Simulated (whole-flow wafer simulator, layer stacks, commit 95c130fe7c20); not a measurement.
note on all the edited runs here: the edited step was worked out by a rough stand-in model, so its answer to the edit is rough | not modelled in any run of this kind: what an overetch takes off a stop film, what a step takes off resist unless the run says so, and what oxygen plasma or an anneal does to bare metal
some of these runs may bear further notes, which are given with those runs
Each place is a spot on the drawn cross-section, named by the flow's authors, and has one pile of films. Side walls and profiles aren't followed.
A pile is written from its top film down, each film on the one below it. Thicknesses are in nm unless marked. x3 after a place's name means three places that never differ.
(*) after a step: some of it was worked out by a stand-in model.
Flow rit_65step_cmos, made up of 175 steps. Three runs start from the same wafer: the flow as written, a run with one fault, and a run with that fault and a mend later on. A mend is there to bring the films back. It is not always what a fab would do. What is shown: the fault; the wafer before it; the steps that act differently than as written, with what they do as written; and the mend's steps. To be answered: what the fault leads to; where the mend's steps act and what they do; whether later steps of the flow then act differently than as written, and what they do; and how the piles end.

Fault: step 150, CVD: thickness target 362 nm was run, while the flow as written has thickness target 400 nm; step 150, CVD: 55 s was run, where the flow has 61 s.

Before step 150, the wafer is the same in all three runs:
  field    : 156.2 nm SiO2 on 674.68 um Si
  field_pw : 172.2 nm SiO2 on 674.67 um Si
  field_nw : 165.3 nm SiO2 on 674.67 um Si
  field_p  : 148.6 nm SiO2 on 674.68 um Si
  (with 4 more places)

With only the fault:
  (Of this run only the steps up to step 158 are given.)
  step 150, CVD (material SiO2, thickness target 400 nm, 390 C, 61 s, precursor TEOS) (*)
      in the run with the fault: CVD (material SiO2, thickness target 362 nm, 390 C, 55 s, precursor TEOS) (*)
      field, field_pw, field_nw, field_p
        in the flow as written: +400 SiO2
        in the run with the fault: +362 SiO2
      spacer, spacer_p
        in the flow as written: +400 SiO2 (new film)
        in the run with the fault: +362 SiO2 (new film)
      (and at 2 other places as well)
  None of the later steps of the flow up to step 158 differs from how it acts as written, at any place that is followed, by more than 2% or 0.5 nm, whichever is larger.
  Once step 158 is done, the piles at field, field_pw, field_nw, field_p, gate_n, gate_p, spacer, spacer_p depart from the flow's by more than 2% or 0.5 nm, whichever is larger.
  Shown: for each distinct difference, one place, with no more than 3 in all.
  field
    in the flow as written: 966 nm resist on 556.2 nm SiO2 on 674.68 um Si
    in the run with the fault: 965.6 nm resist on 518.2 nm SiO2 on 674.68 um Si
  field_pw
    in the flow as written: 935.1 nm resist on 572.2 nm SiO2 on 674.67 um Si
    in the run with the fault: 934.9 nm resist on 534.2 nm SiO2 on 674.67 um Si
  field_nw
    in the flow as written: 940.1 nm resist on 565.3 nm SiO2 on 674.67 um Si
    in the run with the fault: 939.9 nm resist on 527.3 nm SiO2 on 674.67 um Si

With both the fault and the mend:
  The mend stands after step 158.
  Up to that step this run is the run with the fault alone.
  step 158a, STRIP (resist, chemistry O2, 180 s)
      field
        -965.6 resist (all of it)
      field_pw
        -934.9 resist (all of it)
      field_nw
        -939.9 resist (all of it)
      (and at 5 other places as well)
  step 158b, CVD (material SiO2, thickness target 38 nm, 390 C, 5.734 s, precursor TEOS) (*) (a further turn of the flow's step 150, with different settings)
      field, field_pw, field_nw, field_p, spacer, spacer_p
        +38 SiO2
      gate_n, gate_p
        +37.4 SiO2
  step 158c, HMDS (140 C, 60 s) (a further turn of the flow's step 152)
      does not change any film at any place that is followed
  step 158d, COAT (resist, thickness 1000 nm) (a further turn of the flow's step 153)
      field
        +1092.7 resist (new film)
      field_pw
        +1057.6 resist (new film)
      field_nw
        +1063.3 resist (new film)
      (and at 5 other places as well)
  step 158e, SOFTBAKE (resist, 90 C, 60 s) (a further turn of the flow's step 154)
      does not change any film at any place that is followed
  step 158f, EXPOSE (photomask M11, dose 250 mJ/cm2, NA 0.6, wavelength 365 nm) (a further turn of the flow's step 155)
      does not change any film at any place that is followed
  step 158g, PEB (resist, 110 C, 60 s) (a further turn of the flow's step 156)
      spacer, spacer_p
        -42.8 resist
      field
        -57 resist
      field_pw
        -55.1 resist
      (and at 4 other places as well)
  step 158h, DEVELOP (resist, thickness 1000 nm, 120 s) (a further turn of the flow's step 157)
      field_p, gate_p
        -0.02 resist
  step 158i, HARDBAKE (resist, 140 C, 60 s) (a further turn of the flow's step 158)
      gate_n, gate_p
        -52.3 resist
      spacer, spacer_p
        -51.4 resist
      field
        -70.1 resist
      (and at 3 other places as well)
  None of the later steps of the flow differs from how it acts as written, at any place that is followed, by more than 2% or 0.5 nm, whichever is larger.
  The piles end only slightly different from the flow's at the places that both follow, by no more than 2% or 0.5 nm, whichever is larger.
